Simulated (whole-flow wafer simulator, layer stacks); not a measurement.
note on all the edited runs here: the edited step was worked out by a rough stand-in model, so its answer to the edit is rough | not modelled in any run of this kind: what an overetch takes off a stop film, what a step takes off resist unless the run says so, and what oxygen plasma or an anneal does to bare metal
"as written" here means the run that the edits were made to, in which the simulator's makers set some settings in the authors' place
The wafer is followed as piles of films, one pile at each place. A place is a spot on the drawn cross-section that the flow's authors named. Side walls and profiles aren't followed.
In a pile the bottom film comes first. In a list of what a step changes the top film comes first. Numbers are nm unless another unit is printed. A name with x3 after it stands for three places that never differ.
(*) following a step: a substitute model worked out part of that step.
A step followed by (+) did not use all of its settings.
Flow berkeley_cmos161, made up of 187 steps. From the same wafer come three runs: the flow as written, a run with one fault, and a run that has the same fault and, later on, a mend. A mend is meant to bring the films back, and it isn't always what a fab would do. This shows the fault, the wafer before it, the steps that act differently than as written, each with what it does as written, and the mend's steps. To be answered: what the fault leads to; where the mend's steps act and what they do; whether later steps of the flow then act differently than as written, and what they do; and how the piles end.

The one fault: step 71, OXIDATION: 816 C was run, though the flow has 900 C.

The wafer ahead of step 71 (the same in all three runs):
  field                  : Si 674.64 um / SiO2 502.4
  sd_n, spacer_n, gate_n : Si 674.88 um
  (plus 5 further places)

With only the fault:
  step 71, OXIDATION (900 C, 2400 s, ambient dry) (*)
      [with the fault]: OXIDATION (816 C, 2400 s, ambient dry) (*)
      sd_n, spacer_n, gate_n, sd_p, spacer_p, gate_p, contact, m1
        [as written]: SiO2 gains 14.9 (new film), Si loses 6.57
        [with the fault]: SiO2 gains 6.21 (new film), Si loses 2.73
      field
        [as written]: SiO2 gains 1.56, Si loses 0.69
        [with the fault]: SiO2 gains 0.3, Si loses 0.13
  Steps further on in the flow that do not act as written (not shown: 45 more steps that differ only slightly, by at most 2% or 0.5 nm, whichever is larger):
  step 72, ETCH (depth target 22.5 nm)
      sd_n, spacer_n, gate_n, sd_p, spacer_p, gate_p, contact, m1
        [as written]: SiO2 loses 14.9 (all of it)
        [with the fault]: SiO2 loses 6.21 (all of it)
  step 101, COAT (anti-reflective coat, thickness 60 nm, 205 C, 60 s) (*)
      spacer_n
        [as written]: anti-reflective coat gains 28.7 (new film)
        [with the fault]: anti-reflective coat gains 29.6 (new film)
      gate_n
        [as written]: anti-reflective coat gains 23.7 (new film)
        [with the fault]: anti-reflective coat gains 24.6 (new film)
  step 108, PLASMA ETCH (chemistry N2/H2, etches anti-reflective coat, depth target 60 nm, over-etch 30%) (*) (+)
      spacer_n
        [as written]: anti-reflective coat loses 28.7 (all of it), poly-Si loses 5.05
        [with the fault]: anti-reflective coat loses 29.6 (all of it), poly-Si loses 4.92
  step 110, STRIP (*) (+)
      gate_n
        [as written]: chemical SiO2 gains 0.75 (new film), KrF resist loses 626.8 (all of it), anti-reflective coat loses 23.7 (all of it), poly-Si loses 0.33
        [with the fault]: chemical SiO2 gains 0.75 (new film), KrF resist loses 624 (all of it), anti-reflective coat loses 24.6 (all of it), poly-Si loses 0.33
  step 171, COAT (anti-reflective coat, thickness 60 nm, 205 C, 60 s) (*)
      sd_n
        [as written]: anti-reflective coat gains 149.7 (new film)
        [with the fault]: anti-reflective coat gains 145.9 (new film)
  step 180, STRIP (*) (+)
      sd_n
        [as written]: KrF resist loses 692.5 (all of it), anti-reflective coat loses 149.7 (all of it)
        [with the fault]: KrF resist loses 693.2 (all of it), anti-reflective coat loses 145.9 (all of it)
  The piles end only slightly different from the flow's at the places that both follow, by no more than 2% or 0.5 nm, whichever is larger.

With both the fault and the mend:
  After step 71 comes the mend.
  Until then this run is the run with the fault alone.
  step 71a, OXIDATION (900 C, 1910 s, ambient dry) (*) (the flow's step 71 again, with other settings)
      sd_n, spacer_n, gate_n, sd_p, spacer_p, gate_p, contact, m1
        SiO2 gains 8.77, Si loses 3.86
      field
        SiO2 gains 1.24, Si loses 0.55
  Later steps of the flow that are run all act as written at every place that is followed, up to a difference of at most 2% or 0.5 nm, whichever is larger.
  At every place that both follow, the piles at the end match the flow's.
